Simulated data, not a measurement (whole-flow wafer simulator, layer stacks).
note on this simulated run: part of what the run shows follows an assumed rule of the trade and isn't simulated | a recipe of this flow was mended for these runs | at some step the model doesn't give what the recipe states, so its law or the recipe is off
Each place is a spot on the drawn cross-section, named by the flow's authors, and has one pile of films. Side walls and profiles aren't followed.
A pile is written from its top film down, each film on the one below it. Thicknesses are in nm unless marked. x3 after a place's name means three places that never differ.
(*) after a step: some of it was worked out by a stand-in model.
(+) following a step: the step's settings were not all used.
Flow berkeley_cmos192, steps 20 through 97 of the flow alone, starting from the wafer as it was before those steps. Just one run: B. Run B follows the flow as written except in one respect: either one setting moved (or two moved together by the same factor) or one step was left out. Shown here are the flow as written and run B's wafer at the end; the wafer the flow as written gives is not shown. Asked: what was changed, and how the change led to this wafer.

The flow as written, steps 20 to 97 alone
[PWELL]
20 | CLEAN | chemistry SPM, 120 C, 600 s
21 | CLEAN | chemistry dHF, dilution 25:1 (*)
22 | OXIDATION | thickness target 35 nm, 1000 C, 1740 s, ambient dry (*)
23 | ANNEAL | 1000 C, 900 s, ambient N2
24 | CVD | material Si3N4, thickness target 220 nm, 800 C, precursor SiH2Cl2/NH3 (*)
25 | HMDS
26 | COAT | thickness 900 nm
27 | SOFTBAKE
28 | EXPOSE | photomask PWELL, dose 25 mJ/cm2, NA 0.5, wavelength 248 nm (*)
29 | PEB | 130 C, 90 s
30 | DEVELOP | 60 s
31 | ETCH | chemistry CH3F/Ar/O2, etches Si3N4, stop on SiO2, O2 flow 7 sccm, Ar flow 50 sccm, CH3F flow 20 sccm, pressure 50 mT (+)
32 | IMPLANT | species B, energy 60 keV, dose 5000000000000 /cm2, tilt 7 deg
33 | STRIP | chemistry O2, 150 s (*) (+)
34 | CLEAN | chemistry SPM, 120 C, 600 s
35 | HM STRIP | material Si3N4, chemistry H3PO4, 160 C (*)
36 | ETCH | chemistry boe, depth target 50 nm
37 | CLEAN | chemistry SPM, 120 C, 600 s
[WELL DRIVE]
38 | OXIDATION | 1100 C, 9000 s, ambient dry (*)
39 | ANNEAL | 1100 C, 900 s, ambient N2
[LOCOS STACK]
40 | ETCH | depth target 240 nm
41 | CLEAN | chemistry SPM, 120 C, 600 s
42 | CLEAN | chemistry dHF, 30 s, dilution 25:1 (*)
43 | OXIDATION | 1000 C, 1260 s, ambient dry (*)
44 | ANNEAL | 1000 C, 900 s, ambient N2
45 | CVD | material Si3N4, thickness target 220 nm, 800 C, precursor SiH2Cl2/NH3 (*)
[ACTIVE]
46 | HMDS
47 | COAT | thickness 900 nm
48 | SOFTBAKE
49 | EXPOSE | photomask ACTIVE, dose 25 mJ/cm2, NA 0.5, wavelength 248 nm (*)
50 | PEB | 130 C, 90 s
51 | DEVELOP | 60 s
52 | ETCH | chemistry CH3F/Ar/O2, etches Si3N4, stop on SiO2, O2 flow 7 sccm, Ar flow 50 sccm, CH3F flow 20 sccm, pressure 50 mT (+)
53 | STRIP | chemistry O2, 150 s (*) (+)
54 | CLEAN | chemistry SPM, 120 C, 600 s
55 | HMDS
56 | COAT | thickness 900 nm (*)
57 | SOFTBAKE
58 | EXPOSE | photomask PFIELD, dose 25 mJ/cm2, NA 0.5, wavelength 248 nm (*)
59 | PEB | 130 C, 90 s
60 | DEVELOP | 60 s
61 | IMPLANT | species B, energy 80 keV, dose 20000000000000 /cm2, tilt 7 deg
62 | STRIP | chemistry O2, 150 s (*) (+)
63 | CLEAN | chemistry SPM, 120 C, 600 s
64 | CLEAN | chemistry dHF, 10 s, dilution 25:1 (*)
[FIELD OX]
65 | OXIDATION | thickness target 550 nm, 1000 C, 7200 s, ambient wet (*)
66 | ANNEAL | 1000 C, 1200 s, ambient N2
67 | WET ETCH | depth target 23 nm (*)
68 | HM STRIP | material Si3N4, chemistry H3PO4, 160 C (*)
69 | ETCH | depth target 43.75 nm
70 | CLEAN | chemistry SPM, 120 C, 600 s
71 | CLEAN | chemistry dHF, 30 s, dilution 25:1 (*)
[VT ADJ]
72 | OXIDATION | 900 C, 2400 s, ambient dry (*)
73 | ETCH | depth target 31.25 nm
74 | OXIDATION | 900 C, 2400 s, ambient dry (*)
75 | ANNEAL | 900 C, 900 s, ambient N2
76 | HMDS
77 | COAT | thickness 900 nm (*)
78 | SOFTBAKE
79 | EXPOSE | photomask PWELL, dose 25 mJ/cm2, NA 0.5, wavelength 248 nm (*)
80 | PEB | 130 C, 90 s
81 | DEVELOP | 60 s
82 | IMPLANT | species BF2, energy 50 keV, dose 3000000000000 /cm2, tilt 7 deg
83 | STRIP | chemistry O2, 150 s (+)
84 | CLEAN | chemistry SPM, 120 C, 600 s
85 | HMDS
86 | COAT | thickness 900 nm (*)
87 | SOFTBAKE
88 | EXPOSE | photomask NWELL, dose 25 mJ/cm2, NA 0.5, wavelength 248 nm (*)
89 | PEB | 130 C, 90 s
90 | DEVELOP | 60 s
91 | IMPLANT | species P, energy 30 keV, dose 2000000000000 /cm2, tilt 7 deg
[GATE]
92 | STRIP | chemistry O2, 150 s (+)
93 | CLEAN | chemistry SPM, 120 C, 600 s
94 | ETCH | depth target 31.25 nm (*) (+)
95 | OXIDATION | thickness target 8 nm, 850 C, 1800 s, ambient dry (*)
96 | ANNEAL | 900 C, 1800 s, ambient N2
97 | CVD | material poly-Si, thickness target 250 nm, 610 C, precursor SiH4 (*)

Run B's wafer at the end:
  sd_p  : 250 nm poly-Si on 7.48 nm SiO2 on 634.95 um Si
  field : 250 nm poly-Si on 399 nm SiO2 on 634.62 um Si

The reason: step 35, HM STRIP: material Si3N4, chemistry H3PO4, 160 C (*), was not run.

Step by step, how the change led to this:
  36 | ETCH | chemistry boe, depth target 50 nm
      sd_p, spacer_p, gate_p: Si3N4 loses 0.5 (it would be, as written: SiO2 loses 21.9 (all of it))
      field, sd_n, spacer_n, gate, contact, m1: SiO2 loses 28 (all of it) (it would be, as written: SiO2 loses 10.9 (all of it))
  37 | CLEAN | chemistry SPM, 120 C, 600 s
      sd_p, spacer_p, gate_p: nothing (it would be, as written: chemical SiO2 gains 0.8 (new film), Si loses 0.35)
  38 | OXIDATION | 1100 C, 9000 s, ambient dry (*)
      spacer_p, gate_p: nothing (it would be, as written: SiO2 gains 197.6 (new film), chemical SiO2 loses 0.8 (all of it), Si loses 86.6)
      sd_p: under 1 film: SiO2 gains 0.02 (it would be, as written: SiO2 gains 197.6 (new film), chemical SiO2 loses 0.8 (all of it), Si loses 86.6)
  40 | ETCH | depth target 240 nm
      sd_p, spacer_p, gate_p: Si3N4 loses 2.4 (it would be, as written: SiO2 loses 197.6 (all of it))
  41 | CLEAN | chemistry SPM, 120 C, 600 s
      sd_p, spacer_p, gate_p: nothing (it would be, as written: chemical SiO2 gains 0.8 (new film), Si loses 0.35)
  42 | CLEAN | chemistry dHF, 30 s, dilution 25:1 (*)
      sd_p, spacer_p, gate_p: Si3N4 loses 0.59 (it would be, as written: chemical SiO2 loses 0.8 (all of it))
  43 | OXIDATION | 1000 C, 1260 s, ambient dry (*)
      sd_p, spacer_p, gate_p: nothing (it would be, as written: SiO2 gains 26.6 (new film), Si loses 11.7)
  45 | CVD | material Si3N4, thickness target 220 nm, 800 C, precursor SiH2Cl2/NH3 (*)
      sd_p, spacer_p, gate_p: Si3N4 gains 220 (it would be, as written: Si3N4 gains 220 (new film))
  47 | COAT | thickness 900 nm
      sd_p: KrF-resist gains 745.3 (new film) (it would be, as written: KrF-resist gains 900 (new film))
      spacer_p: KrF-resist gains 773.8 (new film) (it would be, as written: KrF-resist gains 900 (new film))
      (and at 1 other place as well)
  53 | STRIP | chemistry O2, 150 s (*) (+)
      sd_n: KrF-resist loses 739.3 (all of it) (it would be, as written: KrF-resist loses 721.7 (all of it))
      sd_p: KrF-resist loses 567.4 (all of it) (it would be, as written: KrF-resist loses 721.7 (all of it))
      (and at 2 other places as well)
  56 | COAT | thickness 900 nm (*)
      sd_p: KrF-resist gains 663 (new film) (it would be, as written: KrF-resist gains 804.3 (new film))
      spacer_p: KrF-resist gains 708.4 (new film) (it would be, as written: KrF-resist gains 822 (new film))
      (and at 1 other place as well)
  62 | STRIP | chemistry O2, 150 s (*) (+)
      sd_p: KrF-resist loses 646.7 (all of it) (it would be, as written: KrF-resist loses 787.6 (all of it))
      spacer_p: KrF-resist loses 692 (all of it) (it would be, as written: KrF-resist loses 805.3 (all of it))
      (and at 1 other place as well)
  65 | OXIDATION | thickness target 550 nm, 1000 C, 7200 s, ambient wet (*)
      sd_p: SiO2 gains 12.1 (new film), Si3N4 loses 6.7 (it would be, as written: SiO2 gains 12.1 (new film), Si3N4 loses 6.7, SiO2 gains 0.06, Si loses 0.06)
  68 | HM STRIP | material Si3N4, chemistry H3PO4, 160 C (*)
      sd_p, spacer_p, gate_p: Si3N4 loses 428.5 (all of it), SiO2 loses 19.9 (it would be, as written: Si3N4 loses 212 (all of it), SiO2 loses 9.87)
      field: SiO2 loses 33.3 (it would be, as written: SiO2 loses 16.5)
  69 | ETCH | depth target 43.75 nm
      spacer_p, gate_p: SiO2 loses 11.7 (all of it) (it would be, as written: SiO2 loses 16.7 (all of it))
      sd_p: SiO2 loses 11.7 (all of it) (it would be, as written: SiO2 loses 16.8 (all of it))
  77 | COAT | thickness 900 nm (*)
      sd_p: KrF-resist gains 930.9 (new film) (it would be, as written: KrF-resist gains 988 (new film))
      spacer_p: KrF-resist gains 925.1 (new film) (it would be, as written: KrF-resist gains 970.8 (new film))
      (and at 1 other place as well)
  ... 2 further steps ...
  90 | DEVELOP | 60 s
      sd_p: KrF-resist loses 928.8 (all of it) (it would be, as written: KrF-resist loses 985.7 (all of it))
      spacer_p: KrF-resist loses 923.1 (all of it) (it would be, as written: KrF-resist loses 968.6 (all of it))
      (and at 1 other place as well)
